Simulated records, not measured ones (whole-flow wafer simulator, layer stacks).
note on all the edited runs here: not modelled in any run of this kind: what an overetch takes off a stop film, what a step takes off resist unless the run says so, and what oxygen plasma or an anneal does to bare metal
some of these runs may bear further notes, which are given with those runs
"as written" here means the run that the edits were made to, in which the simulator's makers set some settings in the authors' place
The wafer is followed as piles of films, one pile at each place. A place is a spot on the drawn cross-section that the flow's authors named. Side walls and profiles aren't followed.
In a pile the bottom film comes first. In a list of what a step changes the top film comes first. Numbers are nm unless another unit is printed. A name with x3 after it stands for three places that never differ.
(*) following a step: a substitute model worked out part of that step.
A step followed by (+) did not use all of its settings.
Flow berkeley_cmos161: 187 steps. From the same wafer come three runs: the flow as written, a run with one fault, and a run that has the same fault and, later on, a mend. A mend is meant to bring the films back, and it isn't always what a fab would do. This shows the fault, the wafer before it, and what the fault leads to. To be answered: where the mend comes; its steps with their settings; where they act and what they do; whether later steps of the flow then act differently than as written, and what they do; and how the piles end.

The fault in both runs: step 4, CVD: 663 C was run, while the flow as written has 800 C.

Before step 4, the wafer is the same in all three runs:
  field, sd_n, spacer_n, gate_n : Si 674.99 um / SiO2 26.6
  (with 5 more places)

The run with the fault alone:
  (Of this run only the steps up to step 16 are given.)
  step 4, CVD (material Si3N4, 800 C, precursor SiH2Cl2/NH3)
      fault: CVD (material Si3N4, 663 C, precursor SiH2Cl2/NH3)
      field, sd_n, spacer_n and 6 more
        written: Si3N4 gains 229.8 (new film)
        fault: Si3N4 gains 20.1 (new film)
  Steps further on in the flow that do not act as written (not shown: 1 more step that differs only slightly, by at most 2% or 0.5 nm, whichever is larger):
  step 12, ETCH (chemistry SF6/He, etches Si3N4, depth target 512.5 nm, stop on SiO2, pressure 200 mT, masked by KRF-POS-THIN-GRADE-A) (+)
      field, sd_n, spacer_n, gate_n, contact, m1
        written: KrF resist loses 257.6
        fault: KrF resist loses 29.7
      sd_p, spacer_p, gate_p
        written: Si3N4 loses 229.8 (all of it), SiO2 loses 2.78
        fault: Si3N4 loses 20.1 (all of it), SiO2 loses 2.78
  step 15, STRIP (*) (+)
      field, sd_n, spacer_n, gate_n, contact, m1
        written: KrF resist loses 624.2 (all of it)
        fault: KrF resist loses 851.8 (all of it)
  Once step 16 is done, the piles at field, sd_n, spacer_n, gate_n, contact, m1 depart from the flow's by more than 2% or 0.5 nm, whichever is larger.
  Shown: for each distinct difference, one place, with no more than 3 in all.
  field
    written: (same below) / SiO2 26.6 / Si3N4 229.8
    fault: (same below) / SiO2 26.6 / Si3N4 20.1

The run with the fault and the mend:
  The mend stands after step 4.
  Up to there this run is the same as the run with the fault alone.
  step 4a, ETCH (chemistry h3po4, depth target 23.14 nm)
      field, sd_n, spacer_n and 6 more
        Si3N4 loses 20.1 (all of it)
  step 4b, CLEAN (chemistry SC1/SC2) (the flow's step 1, run once more)
      does not change any film at any place that is followed
  step 4c, CVD (material Si3N4, 800 C, precursor SiH2Cl2/NH3) (the flow's step 4, run once more)
      field, sd_n, spacer_n and 6 more
        Si3N4 gains 229.8 (new film)
  None of the later steps of the flow acts differently than as written at any place that is followed.
  The piles end the same as the flow's at every place that both follow.
